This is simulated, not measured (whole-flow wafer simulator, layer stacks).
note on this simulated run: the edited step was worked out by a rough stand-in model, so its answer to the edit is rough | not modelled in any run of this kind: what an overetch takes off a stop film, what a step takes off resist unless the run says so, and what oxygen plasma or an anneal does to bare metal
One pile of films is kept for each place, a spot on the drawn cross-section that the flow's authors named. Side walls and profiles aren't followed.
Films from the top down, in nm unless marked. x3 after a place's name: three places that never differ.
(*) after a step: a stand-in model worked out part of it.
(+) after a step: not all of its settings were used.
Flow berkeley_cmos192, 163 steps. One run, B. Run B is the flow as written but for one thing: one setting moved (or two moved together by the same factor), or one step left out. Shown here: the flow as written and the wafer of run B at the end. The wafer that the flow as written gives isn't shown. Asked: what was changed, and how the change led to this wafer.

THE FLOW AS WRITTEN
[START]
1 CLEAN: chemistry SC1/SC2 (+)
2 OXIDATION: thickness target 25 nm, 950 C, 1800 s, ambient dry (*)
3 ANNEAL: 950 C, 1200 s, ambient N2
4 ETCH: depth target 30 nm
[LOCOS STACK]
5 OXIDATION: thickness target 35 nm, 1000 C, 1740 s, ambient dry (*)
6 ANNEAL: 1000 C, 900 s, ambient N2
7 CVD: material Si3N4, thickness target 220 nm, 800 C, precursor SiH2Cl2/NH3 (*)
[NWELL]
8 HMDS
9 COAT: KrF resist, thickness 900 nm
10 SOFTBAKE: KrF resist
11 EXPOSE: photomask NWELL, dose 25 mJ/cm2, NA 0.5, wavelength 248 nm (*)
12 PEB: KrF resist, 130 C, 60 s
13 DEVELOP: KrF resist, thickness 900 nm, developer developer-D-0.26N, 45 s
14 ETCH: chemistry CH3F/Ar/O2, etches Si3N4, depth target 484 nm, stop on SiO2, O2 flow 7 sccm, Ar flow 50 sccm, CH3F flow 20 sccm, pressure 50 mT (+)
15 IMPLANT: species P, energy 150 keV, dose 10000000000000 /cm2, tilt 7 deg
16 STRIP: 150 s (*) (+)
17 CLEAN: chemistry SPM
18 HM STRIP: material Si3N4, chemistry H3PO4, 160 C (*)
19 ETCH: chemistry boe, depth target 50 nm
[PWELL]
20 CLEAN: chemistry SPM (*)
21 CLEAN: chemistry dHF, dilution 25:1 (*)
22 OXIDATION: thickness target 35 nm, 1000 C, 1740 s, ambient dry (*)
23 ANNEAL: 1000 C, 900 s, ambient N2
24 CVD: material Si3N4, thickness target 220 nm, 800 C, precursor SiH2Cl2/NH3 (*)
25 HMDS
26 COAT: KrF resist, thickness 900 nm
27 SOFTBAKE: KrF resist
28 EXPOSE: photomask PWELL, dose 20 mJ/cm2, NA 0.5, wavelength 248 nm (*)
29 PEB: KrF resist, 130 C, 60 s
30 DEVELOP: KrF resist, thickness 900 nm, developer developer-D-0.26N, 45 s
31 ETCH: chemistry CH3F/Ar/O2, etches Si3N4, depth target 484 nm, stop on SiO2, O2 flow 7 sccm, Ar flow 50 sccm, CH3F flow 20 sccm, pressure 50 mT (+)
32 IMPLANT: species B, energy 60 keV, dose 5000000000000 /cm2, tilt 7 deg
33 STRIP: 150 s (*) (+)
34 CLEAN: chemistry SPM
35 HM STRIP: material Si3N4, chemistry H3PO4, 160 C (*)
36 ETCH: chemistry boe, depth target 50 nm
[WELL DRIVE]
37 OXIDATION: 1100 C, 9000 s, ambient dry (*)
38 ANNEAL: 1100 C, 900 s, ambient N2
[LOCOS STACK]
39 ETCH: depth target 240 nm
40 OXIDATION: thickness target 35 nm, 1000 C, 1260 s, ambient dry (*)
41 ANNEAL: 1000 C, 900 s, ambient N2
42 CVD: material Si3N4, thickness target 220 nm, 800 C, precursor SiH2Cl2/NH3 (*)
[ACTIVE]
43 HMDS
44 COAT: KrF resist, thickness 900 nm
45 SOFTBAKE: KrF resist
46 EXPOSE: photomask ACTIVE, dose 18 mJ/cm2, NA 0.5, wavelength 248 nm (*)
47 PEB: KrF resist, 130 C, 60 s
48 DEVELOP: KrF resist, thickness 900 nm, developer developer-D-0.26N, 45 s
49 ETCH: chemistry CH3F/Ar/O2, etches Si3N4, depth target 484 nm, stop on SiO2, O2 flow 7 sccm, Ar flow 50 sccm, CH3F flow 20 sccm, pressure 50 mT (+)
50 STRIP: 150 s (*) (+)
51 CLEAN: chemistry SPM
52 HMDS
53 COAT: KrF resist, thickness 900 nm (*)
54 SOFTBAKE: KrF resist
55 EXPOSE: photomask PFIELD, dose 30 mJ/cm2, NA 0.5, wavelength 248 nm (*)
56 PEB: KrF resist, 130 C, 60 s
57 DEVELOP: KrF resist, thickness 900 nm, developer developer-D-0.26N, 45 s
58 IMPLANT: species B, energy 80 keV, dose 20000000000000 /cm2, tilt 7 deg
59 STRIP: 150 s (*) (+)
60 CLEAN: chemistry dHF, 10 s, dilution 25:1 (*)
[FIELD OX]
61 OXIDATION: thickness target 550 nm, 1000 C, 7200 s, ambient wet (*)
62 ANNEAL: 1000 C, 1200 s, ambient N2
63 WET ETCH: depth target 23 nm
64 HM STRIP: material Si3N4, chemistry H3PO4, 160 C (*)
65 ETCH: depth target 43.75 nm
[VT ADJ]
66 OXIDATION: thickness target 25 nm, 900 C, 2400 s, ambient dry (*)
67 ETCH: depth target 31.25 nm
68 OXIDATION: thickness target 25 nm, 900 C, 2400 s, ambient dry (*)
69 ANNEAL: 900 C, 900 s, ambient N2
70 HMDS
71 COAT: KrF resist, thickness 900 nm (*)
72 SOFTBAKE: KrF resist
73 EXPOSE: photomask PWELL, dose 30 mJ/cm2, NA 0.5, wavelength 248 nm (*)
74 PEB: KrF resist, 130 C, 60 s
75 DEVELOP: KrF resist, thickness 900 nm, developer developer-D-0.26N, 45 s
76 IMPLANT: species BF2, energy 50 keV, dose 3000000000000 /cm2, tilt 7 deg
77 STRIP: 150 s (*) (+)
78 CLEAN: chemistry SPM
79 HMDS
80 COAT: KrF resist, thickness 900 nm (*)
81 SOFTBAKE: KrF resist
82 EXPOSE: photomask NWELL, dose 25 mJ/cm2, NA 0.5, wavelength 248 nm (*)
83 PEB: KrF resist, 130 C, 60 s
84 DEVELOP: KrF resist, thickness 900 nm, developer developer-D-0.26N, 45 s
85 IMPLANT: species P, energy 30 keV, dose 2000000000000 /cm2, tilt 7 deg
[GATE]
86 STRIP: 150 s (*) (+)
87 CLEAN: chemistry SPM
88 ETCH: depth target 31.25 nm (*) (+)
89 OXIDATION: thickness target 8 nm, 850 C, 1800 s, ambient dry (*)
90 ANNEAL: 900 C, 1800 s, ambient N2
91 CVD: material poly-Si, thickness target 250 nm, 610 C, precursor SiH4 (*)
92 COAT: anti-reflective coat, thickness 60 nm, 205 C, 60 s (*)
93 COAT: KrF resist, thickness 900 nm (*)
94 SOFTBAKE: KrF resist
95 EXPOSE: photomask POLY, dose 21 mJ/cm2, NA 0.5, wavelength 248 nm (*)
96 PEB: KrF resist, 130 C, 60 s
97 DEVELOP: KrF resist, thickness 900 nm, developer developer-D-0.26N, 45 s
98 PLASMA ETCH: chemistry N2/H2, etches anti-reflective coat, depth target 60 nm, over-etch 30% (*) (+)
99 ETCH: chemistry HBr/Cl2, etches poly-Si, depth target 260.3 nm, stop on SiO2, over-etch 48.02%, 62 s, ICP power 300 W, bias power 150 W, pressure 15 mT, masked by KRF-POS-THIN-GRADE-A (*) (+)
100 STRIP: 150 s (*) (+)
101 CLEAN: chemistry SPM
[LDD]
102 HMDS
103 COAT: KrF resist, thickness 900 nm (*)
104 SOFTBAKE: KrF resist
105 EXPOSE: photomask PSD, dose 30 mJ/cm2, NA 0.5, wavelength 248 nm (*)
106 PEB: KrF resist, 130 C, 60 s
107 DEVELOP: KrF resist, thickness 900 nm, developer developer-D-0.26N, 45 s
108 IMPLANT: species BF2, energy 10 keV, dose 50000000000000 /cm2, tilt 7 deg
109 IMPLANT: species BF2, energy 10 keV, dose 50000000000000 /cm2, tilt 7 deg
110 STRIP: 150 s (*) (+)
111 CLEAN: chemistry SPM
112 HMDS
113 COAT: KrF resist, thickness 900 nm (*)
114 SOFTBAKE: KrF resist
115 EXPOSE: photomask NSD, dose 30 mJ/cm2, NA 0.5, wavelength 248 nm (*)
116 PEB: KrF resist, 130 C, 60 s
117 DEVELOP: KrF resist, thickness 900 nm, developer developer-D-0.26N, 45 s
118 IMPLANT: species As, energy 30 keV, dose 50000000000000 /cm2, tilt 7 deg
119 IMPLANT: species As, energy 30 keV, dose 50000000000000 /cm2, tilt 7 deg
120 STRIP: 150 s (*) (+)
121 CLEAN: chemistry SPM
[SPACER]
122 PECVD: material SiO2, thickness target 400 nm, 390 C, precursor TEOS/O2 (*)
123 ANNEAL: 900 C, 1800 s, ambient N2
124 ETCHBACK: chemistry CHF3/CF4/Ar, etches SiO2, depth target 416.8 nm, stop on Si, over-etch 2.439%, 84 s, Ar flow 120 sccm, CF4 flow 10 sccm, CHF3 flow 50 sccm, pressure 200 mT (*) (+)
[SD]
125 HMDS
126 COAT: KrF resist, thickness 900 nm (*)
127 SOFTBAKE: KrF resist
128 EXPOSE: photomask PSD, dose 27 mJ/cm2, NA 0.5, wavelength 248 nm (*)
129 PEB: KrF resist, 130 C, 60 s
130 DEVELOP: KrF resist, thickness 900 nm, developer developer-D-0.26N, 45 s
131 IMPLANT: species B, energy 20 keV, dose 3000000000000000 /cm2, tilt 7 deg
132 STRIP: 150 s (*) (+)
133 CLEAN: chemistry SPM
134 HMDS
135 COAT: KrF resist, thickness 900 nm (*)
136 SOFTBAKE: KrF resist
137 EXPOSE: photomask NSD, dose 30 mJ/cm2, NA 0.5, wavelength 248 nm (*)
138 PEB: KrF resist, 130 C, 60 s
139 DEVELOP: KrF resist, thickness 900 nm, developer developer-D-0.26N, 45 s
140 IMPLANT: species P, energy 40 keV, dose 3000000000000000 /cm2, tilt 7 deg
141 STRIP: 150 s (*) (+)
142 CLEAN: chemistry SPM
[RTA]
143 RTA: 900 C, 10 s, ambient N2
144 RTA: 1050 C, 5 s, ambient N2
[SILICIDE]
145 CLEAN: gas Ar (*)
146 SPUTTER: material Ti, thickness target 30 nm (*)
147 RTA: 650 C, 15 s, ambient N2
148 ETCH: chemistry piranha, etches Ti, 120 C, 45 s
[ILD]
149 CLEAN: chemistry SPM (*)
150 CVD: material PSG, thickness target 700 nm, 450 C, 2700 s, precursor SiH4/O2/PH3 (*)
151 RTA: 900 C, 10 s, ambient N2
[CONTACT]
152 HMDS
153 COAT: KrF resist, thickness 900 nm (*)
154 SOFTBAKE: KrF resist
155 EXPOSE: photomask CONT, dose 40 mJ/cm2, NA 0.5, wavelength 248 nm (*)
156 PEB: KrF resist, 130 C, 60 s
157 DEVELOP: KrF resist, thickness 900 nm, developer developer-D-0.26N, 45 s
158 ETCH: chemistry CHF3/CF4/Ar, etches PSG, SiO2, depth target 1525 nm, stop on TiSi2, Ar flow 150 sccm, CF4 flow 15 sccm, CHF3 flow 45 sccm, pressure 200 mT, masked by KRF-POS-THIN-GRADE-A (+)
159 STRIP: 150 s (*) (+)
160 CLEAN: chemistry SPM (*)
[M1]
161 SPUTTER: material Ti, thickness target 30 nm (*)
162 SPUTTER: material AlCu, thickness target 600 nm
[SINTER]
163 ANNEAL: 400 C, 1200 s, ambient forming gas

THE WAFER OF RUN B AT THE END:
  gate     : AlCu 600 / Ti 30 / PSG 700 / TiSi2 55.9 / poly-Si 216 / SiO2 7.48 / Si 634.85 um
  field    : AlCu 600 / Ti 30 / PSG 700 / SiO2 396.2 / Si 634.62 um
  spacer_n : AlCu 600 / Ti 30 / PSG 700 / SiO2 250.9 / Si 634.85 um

The cause: step 91, CVD: thickness target 275 nm was run, where the flow has thickness target 250 nm.

How the change led to this, step by step:
  91 CVD: material poly-Si, thickness target 250 nm, 610 C, precursor SiH4 (*)
      field, sd_n, spacer_n and 6 more: poly-Si +275 (new film) (as written it would be: poly-Si +250 (new film))
  99 ETCH: chemistry HBr/Cl2, etches poly-Si, depth target 260.3 nm, stop on SiO2, over-etch 48.02%, 62 s, ICP power 300 W, bias power 150 W, pressure 15 mT, masked by KRF-POS-THIN-GRADE-A (*) (+)
      spacer_n, spacer_p: poly-Si -270.7 (all of it), SiO2 -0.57 (as written it would be: poly-Si -245.8 (all of it), SiO2 -1.74)
      field: poly-Si -270.8 (all of it), SiO2 -0.57 (as written it would be: poly-Si -245.8 (all of it), SiO2 -1.74)
      (and at 4 more places)
  103 COAT: KrF resist, thickness 900 nm (*)
      gate: KrF resist +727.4 (new film) (as written it would be: KrF resist +748 (new film))
      gate_p: KrF resist +723.5 (new film) (as written it would be: KrF resist +744.1 (new film))
  107 DEVELOP: KrF resist, thickness 900 nm, developer developer-D-0.26N, 45 s
      gate_p: KrF resist -722.4 (all of it) (as written it would be: KrF resist -742.9 (all of it))
  110 STRIP: 150 s (*) (+)
      gate: KrF resist -712.1 (all of it), chemical SiO2 +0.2, poly-Si -0.09 (as written it would be: KrF resist -732.7 (all of it), chemical SiO2 +0.2, poly-Si -0.09)
  113 COAT: KrF resist, thickness 900 nm (*)
      gate: KrF resist +727.3 (new film) (as written it would be: KrF resist +747.9 (new film))
      gate_p: KrF resist +723.4 (new film) (as written it would be: KrF resist +743.9 (new film))
  117 DEVELOP: KrF resist, thickness 900 nm, developer developer-D-0.26N, 45 s
      gate: KrF resist -726.2 (all of it) (as written it would be: KrF resist -746.8 (all of it))
  120 STRIP: 150 s (*) (+)
      gate_p: KrF resist -708 (all of it), chemical SiO2 +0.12, poly-Si -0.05 (as written it would be: KrF resist -728.6 (all of it), chemical SiO2 +0.12, poly-Si -0.05)
  124 ETCHBACK: chemistry CHF3/CF4/Ar, etches SiO2, depth target 416.8 nm, stop on Si, over-etch 2.439%, 84 s, Ar flow 120 sccm, CF4 flow 10 sccm, CHF3 flow 50 sccm, pressure 200 mT (*) (+)
      spacer_n: SiO2 -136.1 (as written it would be: SiO2 -160)
      spacer_p: SiO2 -136.1 (as written it would be: SiO2 -159.9)
  126 COAT: KrF resist, thickness 900 nm (*)
      spacer_n: KrF resist +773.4 (new film) (as written it would be: KrF resist +791.6 (new film))
      gate: KrF resist +753.7 (new film) (as written it would be: KrF resist +771.5 (new film))
      (and at 2 more places)
  130 DEVELOP: KrF resist, thickness 900 nm, developer developer-D-0.26N, 45 s
      spacer_p: KrF resist -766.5 (all of it) (as written it would be: KrF resist -784.6 (all of it))
      gate_p: KrF resist -746.6 (all of it) (as written it would be: KrF resist -764.3 (all of it))
  132 STRIP: 150 s (*) (+)
      spacer_n: KrF resist -758 (all of it) (as written it would be: KrF resist -776.1 (all of it))
      gate: chemical SiO2 +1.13 (new film), KrF resist -738.3 (all of it), poly-Si -0.5 (as written it would be: chemical SiO2 +1.13 (new film), KrF resist -756.1 (all of it), poly-Si -0.5)
  135 COAT: KrF resist, thickness 900 nm (*)
      spacer_n: KrF resist +773.7 (new film) (as written it would be: KrF resist +791.1 (new film))
      gate: KrF resist +753.3 (new film) (as written it would be: KrF resist +770.3 (new film))
      (and at 2 more places)
  139 DEVELOP: KrF resist, thickness 900 nm, developer developer-D-0.26N, 45 s
      spacer_n: KrF resist -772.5 (all of it) (as written it would be: KrF resist -789.9 (all of it))
      gate: KrF resist -752.2 (all of it) (as written it would be: KrF resist -769.1 (all of it))
  141 STRIP: 150 s (*) (+)
      spacer_p: KrF resist -752.6 (all of it) (as written it would be: KrF resist -770.2 (all of it))
      gate_p: KrF resist -732 (all of it), chemical SiO2 +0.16 (as written it would be: KrF resist -749.1 (all of it), chemical SiO2 +0.16)
  159 STRIP: 150 s (*) (+)
      spacer_n: KrF resist -606.5 (all of it) (as written it would be: KrF resist -620.3 (all of it))
      gate: KrF resist -587.6 (all of it) (as written it would be: KrF resist -600.1 (all of it))
      (and at 2 more places)
